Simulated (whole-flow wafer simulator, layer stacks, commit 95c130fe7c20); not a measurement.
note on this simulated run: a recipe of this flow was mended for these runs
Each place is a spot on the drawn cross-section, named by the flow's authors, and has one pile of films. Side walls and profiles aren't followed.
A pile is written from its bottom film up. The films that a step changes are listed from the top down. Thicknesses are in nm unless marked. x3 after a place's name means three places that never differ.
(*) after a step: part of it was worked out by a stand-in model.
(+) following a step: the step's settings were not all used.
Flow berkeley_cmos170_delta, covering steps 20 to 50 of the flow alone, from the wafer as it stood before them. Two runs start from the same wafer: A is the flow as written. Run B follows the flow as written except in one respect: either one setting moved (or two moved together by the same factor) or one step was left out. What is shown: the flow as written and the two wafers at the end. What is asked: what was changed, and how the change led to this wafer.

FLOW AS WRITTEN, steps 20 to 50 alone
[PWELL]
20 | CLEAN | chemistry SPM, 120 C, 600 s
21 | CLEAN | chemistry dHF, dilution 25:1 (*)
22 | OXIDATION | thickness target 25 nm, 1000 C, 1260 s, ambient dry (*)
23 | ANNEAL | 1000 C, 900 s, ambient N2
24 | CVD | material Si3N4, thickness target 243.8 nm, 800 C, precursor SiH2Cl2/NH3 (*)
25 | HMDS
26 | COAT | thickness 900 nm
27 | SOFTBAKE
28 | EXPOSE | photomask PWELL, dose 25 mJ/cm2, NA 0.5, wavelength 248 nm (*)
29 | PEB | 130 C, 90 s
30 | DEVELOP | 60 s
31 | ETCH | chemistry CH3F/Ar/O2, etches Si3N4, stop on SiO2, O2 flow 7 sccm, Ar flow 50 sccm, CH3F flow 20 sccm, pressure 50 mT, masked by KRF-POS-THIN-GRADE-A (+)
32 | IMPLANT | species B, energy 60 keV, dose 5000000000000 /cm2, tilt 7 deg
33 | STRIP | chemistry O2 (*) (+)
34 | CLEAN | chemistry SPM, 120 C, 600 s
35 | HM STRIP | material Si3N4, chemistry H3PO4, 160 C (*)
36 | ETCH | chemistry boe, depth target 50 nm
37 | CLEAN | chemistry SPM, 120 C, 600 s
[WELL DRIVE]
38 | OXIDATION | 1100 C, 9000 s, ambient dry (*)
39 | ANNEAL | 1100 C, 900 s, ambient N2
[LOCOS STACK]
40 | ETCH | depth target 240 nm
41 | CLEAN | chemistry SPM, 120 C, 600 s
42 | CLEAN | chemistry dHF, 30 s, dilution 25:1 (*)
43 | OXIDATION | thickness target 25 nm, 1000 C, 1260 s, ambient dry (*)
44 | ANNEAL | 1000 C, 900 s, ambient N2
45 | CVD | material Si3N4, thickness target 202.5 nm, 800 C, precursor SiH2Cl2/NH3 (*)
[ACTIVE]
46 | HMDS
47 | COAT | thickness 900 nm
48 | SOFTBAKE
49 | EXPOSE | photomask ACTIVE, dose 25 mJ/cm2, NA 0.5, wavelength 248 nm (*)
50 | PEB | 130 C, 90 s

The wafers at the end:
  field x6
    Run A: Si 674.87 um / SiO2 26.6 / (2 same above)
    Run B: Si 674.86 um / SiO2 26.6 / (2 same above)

The reason: step 22, OXIDATION: thickness target 75 nm was run, though the flow has thickness target 25 nm; step 22, OXIDATION: 3780 s was run, where the flow has 1260 s.

The path from the change to this, step by step:
  22 | OXIDATION | thickness target 25 nm, 1000 C, 1260 s, ambient dry (*)
      field x6, sd_p x3: A SiO2 gains 26.6 (new film), Si loses 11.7 | B SiO2 gains 50.4 (new film), Si loses 22.2
  36 | ETCH | chemistry boe, depth target 50 nm
      field x6: A SiO2 loses 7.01 (all of it) | B SiO2 loses 30.9 (all of it)
      sd_p x3: A SiO2 loses 18.9 (all of it) | B SiO2 loses 42.8 (all of it)
